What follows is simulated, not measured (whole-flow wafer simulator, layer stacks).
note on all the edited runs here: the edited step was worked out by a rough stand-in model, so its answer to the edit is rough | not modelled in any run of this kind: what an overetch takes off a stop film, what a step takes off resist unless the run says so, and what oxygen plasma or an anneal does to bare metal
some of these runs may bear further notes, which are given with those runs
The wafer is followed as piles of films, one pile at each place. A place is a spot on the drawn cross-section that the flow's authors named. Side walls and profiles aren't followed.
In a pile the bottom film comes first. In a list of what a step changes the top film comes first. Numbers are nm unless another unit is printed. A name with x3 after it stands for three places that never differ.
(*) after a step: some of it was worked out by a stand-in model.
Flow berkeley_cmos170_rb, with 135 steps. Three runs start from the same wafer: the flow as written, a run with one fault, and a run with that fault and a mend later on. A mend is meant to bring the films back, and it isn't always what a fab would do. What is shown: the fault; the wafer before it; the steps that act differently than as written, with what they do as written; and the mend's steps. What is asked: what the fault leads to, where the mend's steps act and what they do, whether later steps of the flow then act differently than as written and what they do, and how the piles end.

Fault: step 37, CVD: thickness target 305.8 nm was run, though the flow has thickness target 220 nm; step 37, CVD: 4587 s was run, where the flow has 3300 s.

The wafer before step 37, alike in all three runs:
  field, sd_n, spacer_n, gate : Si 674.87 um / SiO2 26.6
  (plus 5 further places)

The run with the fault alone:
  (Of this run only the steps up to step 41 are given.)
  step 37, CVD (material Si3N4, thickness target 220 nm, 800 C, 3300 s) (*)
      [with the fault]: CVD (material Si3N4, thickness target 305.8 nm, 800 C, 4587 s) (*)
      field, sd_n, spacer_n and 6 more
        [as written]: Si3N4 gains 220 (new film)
        [with the fault]: Si3N4 gains 305.8 (new film)
  Later steps of the flow up to step 41 that are run all act as written at every place that is followed.
  The piles after step 41 differ from the flow's at field, sd_n, spacer_n and 6 more by more than 2% or 0.5 nm, whichever is larger.
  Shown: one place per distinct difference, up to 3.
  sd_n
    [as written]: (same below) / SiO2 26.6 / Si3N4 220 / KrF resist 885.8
    [with the fault]: (same below) / SiO2 26.6 / Si3N4 305.8 / KrF resist 885.8
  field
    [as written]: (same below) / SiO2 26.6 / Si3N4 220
    [with the fault]: (same below) / SiO2 26.6 / Si3N4 305.8

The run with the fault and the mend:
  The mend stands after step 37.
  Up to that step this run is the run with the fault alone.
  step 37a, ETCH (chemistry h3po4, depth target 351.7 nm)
      field, sd_n, spacer_n and 6 more
        Si3N4 loses 305.8 (all of it)
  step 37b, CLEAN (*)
      alters no film at any place that is followed
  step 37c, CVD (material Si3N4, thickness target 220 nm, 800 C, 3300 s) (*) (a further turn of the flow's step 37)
      field, sd_n, spacer_n and 6 more
        Si3N4 gains 220 (new film)
  Later steps of the flow that are run all act as written at every place that is followed.
  The piles end the same as the flow's at every place that both follow.
